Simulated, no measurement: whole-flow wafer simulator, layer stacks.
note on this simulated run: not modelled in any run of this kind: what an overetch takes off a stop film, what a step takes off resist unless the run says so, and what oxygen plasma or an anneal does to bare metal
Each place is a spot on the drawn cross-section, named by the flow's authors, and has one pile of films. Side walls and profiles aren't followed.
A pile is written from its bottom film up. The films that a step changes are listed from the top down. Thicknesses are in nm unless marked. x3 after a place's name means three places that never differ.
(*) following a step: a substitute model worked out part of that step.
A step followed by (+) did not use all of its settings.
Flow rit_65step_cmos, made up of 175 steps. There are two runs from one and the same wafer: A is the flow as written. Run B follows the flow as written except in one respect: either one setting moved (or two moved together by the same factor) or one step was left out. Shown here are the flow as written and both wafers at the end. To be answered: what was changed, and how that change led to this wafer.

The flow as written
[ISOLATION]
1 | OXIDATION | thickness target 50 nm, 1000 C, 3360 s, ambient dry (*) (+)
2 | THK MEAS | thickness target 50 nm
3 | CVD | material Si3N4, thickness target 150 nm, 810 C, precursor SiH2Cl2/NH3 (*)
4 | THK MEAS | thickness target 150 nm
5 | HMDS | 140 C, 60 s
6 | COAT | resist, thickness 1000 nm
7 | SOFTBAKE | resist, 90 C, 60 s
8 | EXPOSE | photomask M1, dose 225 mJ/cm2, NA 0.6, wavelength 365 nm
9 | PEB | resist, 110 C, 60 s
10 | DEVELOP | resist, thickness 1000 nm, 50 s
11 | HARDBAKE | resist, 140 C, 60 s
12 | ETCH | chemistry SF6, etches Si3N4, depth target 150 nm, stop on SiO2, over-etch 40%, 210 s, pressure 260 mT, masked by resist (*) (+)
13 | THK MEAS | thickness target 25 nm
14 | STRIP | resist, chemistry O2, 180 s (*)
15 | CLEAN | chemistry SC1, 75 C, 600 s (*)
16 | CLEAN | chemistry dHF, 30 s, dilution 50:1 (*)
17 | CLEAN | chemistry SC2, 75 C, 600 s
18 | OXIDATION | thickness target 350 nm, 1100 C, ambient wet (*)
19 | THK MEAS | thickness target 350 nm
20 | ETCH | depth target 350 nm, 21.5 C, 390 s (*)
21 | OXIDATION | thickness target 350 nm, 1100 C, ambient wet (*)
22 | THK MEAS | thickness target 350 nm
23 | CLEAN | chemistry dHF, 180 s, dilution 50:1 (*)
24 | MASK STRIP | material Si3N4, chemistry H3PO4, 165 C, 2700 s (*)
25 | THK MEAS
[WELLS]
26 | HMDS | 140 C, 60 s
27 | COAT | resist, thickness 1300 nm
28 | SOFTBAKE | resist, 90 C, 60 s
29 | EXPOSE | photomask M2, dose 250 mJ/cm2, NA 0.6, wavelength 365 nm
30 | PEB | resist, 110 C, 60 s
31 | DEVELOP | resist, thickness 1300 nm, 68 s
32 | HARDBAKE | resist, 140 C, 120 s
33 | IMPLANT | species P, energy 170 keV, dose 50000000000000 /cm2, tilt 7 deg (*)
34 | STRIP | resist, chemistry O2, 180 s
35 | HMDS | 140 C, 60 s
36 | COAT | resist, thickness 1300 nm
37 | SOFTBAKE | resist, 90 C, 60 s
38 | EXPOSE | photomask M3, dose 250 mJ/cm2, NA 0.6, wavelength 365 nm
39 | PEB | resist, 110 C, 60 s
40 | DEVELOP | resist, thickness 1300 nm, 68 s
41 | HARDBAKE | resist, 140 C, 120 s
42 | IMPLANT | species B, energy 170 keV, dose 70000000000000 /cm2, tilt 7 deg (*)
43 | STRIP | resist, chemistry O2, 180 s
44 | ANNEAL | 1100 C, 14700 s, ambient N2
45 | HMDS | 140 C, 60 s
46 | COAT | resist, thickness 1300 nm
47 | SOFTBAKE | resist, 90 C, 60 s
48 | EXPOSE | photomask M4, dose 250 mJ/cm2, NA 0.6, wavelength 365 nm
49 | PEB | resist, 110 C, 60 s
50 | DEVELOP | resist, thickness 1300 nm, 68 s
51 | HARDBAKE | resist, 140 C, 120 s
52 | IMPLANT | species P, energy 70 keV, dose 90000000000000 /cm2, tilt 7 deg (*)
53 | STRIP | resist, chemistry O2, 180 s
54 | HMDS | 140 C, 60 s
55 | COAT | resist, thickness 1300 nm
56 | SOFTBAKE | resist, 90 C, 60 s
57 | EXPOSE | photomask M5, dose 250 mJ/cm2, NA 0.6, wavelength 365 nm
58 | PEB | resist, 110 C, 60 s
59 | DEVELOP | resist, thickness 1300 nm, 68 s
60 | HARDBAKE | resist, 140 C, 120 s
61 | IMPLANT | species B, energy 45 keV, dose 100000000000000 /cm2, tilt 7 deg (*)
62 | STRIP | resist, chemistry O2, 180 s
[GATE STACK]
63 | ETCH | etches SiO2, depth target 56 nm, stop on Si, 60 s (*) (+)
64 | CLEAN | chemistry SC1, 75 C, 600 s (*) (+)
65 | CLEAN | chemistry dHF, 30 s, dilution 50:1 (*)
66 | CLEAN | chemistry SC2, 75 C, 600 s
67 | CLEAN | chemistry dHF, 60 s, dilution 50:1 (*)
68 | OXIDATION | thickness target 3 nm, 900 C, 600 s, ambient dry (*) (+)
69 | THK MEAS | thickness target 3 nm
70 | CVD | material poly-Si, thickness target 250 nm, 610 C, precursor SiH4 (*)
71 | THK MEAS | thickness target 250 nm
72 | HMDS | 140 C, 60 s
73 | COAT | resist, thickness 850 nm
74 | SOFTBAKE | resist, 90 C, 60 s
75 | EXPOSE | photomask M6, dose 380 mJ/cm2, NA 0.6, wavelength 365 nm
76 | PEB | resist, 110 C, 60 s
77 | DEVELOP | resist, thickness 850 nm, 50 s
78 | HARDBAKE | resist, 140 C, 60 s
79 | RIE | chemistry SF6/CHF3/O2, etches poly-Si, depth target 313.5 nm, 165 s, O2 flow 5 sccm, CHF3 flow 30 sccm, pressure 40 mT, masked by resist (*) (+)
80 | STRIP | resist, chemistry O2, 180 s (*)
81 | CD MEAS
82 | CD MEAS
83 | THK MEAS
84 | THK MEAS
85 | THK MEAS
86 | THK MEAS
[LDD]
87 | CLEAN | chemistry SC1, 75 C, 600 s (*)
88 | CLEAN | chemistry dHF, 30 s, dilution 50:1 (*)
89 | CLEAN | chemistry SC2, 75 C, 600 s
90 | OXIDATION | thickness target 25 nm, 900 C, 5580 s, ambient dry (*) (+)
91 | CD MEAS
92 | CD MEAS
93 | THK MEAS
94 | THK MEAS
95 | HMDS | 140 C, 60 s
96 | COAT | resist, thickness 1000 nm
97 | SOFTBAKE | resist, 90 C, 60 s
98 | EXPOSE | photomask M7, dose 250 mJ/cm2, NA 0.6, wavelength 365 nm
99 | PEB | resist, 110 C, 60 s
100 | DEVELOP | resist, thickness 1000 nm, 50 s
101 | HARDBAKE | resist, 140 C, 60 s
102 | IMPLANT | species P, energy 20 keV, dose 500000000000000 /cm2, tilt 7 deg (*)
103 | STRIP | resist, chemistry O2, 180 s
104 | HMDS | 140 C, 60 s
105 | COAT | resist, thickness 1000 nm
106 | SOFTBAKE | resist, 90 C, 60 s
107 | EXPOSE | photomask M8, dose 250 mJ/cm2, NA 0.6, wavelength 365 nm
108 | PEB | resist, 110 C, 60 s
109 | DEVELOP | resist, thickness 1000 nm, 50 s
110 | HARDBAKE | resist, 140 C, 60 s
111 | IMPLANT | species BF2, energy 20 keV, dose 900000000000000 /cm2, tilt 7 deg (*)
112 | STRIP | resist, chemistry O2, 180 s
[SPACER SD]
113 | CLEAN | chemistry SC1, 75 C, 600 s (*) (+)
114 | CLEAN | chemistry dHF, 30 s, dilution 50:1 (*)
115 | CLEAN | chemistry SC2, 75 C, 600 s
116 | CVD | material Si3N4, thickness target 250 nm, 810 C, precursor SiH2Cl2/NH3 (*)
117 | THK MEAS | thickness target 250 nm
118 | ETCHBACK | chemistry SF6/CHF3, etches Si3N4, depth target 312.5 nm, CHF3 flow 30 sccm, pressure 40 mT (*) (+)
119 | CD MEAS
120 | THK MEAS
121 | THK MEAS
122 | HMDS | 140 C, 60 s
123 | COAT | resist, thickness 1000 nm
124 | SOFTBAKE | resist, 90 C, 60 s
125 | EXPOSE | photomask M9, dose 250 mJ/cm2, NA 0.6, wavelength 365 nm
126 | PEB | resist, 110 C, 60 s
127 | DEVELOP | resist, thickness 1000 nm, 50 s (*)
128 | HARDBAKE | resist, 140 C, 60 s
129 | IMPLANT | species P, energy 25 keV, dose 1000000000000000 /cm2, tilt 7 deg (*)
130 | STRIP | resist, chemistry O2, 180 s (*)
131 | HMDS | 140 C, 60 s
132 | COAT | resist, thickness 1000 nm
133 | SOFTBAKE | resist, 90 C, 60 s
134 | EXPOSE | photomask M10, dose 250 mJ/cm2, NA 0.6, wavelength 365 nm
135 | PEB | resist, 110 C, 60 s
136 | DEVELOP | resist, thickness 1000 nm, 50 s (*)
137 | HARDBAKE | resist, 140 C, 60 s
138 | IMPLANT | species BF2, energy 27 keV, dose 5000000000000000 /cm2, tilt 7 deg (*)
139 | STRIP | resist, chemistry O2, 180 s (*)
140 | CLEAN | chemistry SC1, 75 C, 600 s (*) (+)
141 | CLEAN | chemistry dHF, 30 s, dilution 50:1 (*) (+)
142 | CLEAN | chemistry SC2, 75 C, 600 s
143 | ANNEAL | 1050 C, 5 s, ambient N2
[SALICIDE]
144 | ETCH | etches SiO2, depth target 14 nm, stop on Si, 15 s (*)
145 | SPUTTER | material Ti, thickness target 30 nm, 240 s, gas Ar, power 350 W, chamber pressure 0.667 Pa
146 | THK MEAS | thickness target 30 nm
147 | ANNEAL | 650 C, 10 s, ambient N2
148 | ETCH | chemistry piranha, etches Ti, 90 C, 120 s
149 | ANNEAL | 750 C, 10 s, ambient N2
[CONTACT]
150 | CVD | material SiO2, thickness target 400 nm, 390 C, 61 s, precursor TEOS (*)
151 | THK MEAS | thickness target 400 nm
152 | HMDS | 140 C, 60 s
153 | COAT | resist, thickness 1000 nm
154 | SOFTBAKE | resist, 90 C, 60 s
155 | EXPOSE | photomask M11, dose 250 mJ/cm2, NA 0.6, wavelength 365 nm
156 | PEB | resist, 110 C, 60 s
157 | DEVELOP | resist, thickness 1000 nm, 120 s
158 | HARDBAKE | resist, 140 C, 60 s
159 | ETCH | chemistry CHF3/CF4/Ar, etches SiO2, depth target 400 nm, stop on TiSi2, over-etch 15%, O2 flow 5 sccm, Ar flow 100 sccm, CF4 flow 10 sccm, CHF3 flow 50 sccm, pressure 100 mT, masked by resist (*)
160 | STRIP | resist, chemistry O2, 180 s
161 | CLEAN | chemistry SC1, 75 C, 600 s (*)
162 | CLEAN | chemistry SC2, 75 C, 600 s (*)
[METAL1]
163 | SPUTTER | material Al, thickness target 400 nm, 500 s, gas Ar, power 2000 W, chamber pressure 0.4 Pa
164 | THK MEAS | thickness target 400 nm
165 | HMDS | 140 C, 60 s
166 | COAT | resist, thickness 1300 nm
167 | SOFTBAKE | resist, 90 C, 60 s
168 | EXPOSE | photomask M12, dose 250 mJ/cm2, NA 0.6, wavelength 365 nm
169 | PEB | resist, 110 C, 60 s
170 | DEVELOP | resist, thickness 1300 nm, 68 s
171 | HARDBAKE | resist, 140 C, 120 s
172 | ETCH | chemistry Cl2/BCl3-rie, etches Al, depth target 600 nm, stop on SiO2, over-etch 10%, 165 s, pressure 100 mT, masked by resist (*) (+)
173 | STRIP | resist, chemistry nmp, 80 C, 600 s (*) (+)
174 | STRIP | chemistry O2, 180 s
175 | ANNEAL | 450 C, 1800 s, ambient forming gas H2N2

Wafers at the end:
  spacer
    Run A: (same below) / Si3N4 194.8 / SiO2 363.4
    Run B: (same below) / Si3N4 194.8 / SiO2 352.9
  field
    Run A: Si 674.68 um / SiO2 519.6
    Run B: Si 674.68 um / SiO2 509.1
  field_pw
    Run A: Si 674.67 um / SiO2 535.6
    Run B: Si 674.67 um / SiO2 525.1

The reason: step 163, SPUTTER: power 1580 W was run, while the flow as written has power 2000 W.

Step by step, how the change led to this:
  163 | SPUTTER | material Al, thickness target 400 nm, 500 s, gas Ar, power 2000 W, chamber pressure 0.4 Pa
      field, field_p, spacer, spacer_p: A +400 Al (new film) | B +316 Al (new film)
      gate_n, gate_p: A +396 Al (new film) | B +316 Al (new film)
      (as well as at 2 more places)
  172 | ETCH | chemistry Cl2/BCl3-rie, etches Al, depth target 600 nm, stop on SiO2, over-etch 10%, 165 s, pressure 100 mT, masked by resist (*) (+)
      field, field_p, spacer, spacer_p: A -400 Al (all of it), -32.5 SiO2 | B -316 Al (all of it), -43 SiO2
      gate_n, gate_p: A -396 Al (all of it), -33 SiO2 | B -316 Al (all of it), -43 SiO2
      (as well as at 2 more places)
